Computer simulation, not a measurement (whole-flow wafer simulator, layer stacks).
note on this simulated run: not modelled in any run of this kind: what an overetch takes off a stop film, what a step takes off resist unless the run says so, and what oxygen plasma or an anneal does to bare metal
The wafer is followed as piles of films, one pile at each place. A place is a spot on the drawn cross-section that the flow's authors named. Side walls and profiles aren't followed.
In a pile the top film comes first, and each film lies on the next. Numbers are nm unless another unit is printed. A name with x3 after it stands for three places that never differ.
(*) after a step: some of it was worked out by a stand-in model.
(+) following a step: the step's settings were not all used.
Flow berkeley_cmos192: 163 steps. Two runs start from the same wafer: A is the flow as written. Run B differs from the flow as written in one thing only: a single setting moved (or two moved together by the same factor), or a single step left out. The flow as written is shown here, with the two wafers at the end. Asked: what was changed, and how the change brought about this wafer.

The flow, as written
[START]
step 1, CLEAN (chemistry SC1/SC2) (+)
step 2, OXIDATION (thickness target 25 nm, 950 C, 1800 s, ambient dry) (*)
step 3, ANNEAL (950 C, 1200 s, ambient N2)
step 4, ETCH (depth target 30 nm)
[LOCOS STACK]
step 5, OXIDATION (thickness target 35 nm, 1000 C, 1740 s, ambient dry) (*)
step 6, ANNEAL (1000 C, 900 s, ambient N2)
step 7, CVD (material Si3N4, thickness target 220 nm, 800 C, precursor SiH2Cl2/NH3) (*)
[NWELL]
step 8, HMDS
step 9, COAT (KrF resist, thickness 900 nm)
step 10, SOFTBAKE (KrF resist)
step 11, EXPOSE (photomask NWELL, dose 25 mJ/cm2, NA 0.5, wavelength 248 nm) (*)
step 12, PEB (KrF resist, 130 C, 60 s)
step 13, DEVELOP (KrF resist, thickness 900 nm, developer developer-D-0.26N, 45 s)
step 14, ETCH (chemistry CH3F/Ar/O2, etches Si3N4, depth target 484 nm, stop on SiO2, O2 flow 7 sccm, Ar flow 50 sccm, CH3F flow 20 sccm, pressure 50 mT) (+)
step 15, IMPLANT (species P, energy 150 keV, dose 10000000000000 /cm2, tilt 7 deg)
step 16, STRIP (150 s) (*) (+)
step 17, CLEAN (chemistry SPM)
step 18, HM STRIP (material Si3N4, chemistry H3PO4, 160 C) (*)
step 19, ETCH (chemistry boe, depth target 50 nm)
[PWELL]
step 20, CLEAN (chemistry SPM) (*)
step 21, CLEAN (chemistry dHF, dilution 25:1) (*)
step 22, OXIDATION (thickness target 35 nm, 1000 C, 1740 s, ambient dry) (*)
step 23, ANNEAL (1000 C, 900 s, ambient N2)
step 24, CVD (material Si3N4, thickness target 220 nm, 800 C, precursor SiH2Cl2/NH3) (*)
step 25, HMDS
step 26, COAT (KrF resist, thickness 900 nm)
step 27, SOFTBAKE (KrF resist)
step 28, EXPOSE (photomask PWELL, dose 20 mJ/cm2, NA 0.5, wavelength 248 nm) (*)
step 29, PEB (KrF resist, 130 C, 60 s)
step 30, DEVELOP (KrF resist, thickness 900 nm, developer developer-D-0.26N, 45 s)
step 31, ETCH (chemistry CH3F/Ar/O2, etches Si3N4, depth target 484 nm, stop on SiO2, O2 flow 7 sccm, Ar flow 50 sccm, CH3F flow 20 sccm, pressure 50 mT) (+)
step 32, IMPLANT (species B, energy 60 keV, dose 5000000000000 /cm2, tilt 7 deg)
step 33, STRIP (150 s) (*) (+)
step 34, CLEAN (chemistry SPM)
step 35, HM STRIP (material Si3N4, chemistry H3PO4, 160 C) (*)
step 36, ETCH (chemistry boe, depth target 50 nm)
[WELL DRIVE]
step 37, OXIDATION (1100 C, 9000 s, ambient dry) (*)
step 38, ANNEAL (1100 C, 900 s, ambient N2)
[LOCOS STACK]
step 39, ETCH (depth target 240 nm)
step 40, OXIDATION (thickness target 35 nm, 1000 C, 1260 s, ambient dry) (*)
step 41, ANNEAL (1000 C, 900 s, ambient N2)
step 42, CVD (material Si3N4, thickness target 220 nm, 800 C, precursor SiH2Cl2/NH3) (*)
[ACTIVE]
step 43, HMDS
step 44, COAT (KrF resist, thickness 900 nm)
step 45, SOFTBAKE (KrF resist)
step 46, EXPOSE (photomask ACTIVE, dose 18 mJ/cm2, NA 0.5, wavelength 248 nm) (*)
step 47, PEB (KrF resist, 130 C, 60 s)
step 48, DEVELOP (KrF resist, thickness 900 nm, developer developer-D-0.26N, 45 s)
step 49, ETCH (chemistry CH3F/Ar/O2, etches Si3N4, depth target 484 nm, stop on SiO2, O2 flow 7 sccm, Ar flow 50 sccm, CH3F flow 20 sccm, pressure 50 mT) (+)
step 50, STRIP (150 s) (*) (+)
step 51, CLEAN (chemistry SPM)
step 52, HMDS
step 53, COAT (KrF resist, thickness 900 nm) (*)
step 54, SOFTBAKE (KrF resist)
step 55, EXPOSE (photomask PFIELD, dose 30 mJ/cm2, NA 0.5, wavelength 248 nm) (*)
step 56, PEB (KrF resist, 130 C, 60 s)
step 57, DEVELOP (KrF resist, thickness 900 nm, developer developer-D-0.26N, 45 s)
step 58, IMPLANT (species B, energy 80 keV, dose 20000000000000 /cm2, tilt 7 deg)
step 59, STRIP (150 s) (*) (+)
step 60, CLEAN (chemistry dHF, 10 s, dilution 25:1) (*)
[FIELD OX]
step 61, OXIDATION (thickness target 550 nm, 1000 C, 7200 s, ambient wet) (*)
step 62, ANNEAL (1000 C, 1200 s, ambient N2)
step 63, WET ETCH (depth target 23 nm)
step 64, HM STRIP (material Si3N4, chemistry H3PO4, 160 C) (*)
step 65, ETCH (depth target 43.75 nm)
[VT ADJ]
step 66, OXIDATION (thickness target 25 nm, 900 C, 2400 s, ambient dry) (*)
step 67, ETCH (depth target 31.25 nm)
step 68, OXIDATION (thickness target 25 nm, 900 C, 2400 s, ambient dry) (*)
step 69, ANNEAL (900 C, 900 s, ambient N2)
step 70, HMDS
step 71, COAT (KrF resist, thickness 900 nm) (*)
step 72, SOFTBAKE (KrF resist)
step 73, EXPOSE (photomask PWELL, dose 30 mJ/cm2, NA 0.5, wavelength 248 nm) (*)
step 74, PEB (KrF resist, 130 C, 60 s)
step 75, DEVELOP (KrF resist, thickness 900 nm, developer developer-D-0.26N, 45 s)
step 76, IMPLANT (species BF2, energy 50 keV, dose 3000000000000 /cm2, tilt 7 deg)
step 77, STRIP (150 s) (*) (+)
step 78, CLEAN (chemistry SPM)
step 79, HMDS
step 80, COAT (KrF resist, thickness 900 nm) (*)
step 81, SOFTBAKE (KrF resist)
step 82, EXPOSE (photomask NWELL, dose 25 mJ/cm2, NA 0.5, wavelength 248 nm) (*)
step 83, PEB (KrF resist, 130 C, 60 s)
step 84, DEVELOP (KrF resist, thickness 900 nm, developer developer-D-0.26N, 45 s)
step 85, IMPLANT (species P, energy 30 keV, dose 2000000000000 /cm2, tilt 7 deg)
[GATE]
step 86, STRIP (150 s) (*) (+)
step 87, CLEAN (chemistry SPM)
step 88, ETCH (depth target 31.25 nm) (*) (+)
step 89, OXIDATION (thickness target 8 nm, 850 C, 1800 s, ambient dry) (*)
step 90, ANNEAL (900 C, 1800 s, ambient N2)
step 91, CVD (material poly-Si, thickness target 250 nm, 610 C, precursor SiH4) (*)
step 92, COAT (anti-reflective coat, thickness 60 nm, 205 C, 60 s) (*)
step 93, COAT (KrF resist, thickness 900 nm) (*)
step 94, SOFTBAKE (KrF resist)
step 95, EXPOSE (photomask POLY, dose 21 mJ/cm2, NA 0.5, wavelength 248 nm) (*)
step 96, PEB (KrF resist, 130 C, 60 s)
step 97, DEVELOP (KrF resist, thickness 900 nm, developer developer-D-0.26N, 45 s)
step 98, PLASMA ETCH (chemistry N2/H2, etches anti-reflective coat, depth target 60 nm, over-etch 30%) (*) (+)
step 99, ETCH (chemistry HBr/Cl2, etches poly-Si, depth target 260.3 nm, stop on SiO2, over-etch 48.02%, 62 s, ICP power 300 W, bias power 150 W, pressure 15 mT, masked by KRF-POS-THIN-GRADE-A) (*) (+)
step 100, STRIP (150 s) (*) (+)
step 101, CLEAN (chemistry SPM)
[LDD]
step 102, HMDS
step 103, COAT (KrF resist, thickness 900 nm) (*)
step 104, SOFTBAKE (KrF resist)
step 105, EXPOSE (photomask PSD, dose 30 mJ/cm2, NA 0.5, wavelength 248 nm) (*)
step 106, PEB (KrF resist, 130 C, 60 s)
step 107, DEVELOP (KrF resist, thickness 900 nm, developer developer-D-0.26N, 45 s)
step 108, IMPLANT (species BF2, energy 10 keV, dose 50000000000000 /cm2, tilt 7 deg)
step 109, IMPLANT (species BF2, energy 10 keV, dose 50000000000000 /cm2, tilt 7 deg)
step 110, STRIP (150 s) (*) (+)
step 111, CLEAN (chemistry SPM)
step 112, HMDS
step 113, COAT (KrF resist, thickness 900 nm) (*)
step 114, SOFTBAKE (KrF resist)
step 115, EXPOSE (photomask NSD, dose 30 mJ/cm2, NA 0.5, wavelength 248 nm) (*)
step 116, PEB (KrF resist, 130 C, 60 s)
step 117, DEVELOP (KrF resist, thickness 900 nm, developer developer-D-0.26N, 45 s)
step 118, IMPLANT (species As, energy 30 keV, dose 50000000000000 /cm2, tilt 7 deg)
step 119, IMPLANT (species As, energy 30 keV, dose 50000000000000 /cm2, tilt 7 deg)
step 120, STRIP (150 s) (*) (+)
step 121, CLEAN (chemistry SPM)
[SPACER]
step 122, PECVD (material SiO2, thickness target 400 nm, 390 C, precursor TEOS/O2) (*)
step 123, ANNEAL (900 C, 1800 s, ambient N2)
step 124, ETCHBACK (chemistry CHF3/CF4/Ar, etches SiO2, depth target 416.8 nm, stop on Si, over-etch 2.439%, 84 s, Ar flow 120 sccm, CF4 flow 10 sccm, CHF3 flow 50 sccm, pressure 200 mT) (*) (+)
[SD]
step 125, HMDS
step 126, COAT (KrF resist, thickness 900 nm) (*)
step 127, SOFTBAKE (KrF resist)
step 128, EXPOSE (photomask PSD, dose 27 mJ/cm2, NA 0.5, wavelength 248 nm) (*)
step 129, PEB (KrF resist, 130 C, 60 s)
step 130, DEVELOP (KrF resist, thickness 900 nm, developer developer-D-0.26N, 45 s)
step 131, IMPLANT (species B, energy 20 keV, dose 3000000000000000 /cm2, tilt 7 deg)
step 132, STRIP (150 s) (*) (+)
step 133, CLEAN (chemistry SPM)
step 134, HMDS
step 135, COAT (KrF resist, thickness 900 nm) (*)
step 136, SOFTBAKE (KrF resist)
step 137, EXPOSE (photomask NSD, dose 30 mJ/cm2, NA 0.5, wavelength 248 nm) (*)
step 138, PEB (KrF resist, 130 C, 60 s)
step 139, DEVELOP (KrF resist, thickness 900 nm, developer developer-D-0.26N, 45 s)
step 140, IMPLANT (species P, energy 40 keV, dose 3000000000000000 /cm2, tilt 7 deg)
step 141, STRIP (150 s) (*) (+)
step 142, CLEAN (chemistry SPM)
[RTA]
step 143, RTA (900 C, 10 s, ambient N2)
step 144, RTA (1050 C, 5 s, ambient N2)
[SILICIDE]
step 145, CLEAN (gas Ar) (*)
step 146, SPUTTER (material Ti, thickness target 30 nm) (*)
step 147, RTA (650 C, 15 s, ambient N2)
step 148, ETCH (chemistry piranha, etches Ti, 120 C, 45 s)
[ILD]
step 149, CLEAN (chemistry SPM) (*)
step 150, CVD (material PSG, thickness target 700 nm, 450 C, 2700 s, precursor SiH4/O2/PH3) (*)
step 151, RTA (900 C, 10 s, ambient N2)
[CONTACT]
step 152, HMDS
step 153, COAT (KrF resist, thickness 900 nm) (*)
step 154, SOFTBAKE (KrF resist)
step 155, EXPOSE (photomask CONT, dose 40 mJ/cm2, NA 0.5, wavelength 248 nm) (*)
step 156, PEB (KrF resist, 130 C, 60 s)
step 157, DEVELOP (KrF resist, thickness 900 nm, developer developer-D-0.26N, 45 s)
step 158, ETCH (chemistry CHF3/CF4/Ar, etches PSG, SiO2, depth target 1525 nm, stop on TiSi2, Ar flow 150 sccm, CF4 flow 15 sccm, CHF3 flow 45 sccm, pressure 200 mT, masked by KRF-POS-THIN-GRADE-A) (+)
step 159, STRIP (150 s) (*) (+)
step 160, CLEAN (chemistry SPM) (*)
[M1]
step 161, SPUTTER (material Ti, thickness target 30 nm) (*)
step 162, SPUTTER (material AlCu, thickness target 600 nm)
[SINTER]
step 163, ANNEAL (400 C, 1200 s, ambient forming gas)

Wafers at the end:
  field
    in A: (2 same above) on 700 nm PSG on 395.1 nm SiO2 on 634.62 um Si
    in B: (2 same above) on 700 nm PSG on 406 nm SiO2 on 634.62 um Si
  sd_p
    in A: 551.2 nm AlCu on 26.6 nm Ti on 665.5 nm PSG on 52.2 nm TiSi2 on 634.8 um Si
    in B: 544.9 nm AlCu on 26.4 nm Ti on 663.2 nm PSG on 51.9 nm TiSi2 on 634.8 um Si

Cause: step 63, WET ETCH: depth target 12 nm was run, whereas the flow has depth target 23 nm.

How this came from the change, step by step:
  step 63, WET ETCH (depth target 23 nm)
      field: A -23 SiO2 | B -12 SiO2
  step 92, COAT (anti-reflective coat, thickness 60 nm, 205 C, 60 s) (*)
      sd_n: A +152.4 anti-reflective coat (new film) | B +160.1 anti-reflective coat (new film)
      spacer_n: A +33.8 anti-reflective coat (new film) | B +31.1 anti-reflective coat (new film)
      (as well as at 5 more places)
  step 98, PLASMA ETCH (chemistry N2/H2, etches anti-reflective coat, depth target 60 nm, over-etch 30%) (*) (+)
      sd_n: A -152.4 anti-reflective coat (all of it), -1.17 poly-Si | B -160.1 anti-reflective coat (all of it), -1.23 poly-Si
      spacer_n: A -33.8 anti-reflective coat (all of it), -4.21 poly-Si | B -31.1 anti-reflective coat (all of it), -4.54 poly-Si
      (as well as at 3 more places)
  step 100, STRIP (150 s) (*) (+)
      gate: A +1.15 chemical SiO2 (new film), -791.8 KrF resist (all of it), -30 anti-reflective coat (all of it), -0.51 poly-Si | B +1.15 chemical SiO2 (new film), -801 KrF resist (all of it), -27.2 anti-reflective coat (all of it), -0.51 poly-Si
      gate_p: A +1.15 chemical SiO2 (new film), -765.1 KrF resist (all of it), -31 anti-reflective coat (all of it), -0.51 poly-Si | B +1.15 chemical SiO2 (new film), -771.2 KrF resist (all of it), -29 anti-reflective coat (all of it), -0.51 poly-Si
